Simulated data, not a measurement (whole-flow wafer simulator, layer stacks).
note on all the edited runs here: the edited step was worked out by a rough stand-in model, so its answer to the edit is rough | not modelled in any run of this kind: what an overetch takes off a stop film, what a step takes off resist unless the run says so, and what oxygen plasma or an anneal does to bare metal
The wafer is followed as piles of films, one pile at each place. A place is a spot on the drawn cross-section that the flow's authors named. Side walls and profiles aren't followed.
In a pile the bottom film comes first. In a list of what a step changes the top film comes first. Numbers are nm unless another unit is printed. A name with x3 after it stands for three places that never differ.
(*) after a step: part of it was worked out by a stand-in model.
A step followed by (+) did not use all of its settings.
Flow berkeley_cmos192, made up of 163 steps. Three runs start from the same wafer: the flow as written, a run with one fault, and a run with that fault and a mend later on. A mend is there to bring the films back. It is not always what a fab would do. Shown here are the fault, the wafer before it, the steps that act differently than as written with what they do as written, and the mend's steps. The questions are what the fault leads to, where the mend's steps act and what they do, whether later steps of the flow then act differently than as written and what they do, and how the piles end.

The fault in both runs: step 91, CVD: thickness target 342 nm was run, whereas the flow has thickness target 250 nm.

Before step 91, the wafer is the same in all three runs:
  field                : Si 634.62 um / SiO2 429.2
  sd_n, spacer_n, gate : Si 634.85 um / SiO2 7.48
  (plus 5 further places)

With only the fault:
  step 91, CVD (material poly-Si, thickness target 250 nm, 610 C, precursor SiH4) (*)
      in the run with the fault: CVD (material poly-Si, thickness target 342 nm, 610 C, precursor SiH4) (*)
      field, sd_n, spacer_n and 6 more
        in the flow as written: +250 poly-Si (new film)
        in the run with the fault: +342 poly-Si (new film)
  Later steps of the flow acting differently than as written (not shown: 16 more steps that differ only slightly, by at most 2% or 0.5 nm, whichever is larger):
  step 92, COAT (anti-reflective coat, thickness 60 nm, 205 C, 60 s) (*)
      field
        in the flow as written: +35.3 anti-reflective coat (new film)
        in the run with the fault: +36.3 anti-reflective coat (new film)
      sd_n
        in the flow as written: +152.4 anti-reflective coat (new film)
        in the run with the fault: +156.5 anti-reflective coat (new film)
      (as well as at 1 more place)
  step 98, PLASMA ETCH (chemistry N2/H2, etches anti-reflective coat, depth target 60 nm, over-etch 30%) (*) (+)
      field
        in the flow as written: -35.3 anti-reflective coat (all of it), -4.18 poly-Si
        in the run with the fault: -36.3 anti-reflective coat (all of it), -4.29 poly-Si
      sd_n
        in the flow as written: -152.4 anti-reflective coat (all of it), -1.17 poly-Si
        in the run with the fault: -156.5 anti-reflective coat (all of it), -1.2 poly-Si
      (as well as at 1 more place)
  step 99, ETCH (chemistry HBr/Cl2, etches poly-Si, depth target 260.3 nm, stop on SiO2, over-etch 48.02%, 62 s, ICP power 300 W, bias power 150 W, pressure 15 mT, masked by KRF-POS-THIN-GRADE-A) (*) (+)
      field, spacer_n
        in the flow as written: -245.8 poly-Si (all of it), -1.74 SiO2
        in the run with the fault: -337.7 poly-Si (all of it), -0.24 SiO2
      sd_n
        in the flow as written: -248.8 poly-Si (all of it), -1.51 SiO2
        in the run with the fault: -340.8 poly-Si (all of it), -0.22 SiO2
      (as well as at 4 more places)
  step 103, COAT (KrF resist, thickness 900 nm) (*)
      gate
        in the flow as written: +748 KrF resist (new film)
        in the run with the fault: +670.8 KrF resist (new film)
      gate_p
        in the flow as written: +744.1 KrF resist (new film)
        in the run with the fault: +666.9 KrF resist (new film)
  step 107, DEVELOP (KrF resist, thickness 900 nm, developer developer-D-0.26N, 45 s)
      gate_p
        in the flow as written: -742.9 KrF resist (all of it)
        in the run with the fault: -665.9 KrF resist (all of it)
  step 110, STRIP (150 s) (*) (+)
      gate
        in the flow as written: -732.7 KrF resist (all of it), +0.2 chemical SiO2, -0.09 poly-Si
        in the run with the fault: -655.6 KrF resist (all of it), +0.2 chemical SiO2, -0.09 poly-Si
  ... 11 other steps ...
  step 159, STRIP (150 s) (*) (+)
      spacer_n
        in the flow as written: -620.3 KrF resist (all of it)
        in the run with the fault: -571.5 KrF resist (all of it)
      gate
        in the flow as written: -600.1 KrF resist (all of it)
        in the run with the fault: -557.5 KrF resist (all of it)
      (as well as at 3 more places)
  The piles end different from the flow's at spacer_n, gate, spacer_p, gate_p by more than 2% or 0.5 nm, whichever is larger.
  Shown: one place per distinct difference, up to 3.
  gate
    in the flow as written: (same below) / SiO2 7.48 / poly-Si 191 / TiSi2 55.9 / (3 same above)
    in the run with the fault: (same below) / SiO2 7.48 / poly-Si 283 / TiSi2 55.9 / (3 same above)
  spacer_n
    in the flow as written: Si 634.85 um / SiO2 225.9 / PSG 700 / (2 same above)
    in the run with the fault: Si 634.85 um / SiO2 317.9 / PSG 700 / (2 same above)
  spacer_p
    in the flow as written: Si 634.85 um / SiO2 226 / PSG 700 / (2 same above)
    in the run with the fault: Si 634.85 um / SiO2 318 / PSG 700 / (2 same above)

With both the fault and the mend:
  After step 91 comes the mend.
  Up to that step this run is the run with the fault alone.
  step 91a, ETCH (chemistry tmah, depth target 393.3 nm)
      field, sd_n, spacer_n and 6 more
        -342 poly-Si (all of it)
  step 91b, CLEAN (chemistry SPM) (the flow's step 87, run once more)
      leaves every film unchanged at each place that is followed
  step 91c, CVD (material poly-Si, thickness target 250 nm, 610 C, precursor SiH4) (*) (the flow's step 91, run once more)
      field, sd_n, spacer_n and 6 more
        +250 poly-Si (new film)
  None of the later steps of the flow acts differently than as written at any place that is followed.
  The piles end the same as the flow's at every place that both follow.
